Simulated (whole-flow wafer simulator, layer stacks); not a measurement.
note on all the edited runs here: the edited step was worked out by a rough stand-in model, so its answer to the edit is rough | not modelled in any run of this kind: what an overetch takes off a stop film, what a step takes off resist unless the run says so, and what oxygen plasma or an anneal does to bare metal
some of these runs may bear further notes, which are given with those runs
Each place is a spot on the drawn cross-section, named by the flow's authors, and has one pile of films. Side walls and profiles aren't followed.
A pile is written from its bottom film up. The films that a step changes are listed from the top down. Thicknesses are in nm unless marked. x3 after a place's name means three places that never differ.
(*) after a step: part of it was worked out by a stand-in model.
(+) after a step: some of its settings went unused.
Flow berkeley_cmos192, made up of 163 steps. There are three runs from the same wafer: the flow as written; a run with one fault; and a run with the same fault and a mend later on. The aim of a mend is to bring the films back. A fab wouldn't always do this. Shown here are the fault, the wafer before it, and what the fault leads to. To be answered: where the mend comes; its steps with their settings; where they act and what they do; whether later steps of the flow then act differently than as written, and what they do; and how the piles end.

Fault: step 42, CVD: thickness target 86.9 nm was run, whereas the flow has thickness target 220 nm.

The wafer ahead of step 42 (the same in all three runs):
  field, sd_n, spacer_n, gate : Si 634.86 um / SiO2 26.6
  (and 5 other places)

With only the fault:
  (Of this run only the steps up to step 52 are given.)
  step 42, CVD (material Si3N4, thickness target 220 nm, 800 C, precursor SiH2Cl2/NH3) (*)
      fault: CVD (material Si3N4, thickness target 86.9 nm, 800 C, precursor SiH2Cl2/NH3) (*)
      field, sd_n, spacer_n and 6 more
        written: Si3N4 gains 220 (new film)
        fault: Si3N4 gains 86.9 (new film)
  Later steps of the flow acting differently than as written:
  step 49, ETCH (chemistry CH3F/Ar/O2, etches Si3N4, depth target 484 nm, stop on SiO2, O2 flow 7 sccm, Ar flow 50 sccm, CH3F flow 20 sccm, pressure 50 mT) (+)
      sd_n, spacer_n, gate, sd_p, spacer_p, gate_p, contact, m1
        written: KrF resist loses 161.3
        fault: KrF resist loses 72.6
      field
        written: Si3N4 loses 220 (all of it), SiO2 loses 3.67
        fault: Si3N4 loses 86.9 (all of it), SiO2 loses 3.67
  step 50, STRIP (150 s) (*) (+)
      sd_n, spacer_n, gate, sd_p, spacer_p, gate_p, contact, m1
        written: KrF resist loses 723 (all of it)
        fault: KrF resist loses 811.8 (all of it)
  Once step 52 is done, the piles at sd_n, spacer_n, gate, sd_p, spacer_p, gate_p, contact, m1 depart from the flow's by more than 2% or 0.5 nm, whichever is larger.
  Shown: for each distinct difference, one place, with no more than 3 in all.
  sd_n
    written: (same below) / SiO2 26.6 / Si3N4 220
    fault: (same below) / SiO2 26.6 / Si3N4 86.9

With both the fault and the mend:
  The mend stands after step 48.
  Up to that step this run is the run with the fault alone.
  step 48a, STRIP (150 s) (*) (+)
      sd_n, spacer_n, gate, sd_p, spacer_p, gate_p, contact, m1
        KrF resist loses 884.4 (all of it)
  step 48b, CLEAN (chemistry SPM) (the flow's step 34 again)
      does not change any film at any place that is followed
  step 48c, CVD (material Si3N4, thickness target 133.1 nm, 800 C, precursor SiH2Cl2/NH3) (*) (the flow's step 42 again, with other settings)
      field, sd_n, spacer_n and 6 more
        Si3N4 gains 133.1
  step 48d, HMDS (the flow's step 43 again)
      does not change any film at any place that is followed
  step 48e, COAT (KrF resist, thickness 900 nm) (the flow's step 44 again)
      field, sd_n, spacer_n and 6 more
        KrF resist gains 900 (new film)
  step 48f, SOFTBAKE (KrF resist) (the flow's step 45 again)
      does not change any film at any place that is followed
  step 48g, EXPOSE (photomask ACTIVE, dose 18 mJ/cm2, NA 0.5, wavelength 248 nm) (*) (the flow's step 46 again)
      does not change any film at any place that is followed
  step 48h, PEB (KrF resist, 130 C, 60 s) (the flow's step 47 again)
      field, sd_n, spacer_n and 6 more
        KrF resist loses 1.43
  step 48i, DEVELOP (KrF resist, thickness 900 nm, developer developer-D-0.26N, 45 s) (the flow's step 48 again)
      sd_n, spacer_n, gate, sd_p, spacer_p, gate_p, contact, m1
        KrF resist loses 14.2
      field
        KrF resist loses 898.6 (all of it)
  None of the later steps of the flow acts differently than as written at any place that is followed.
  By the end, the piles equal the flow's at every place that both follow.
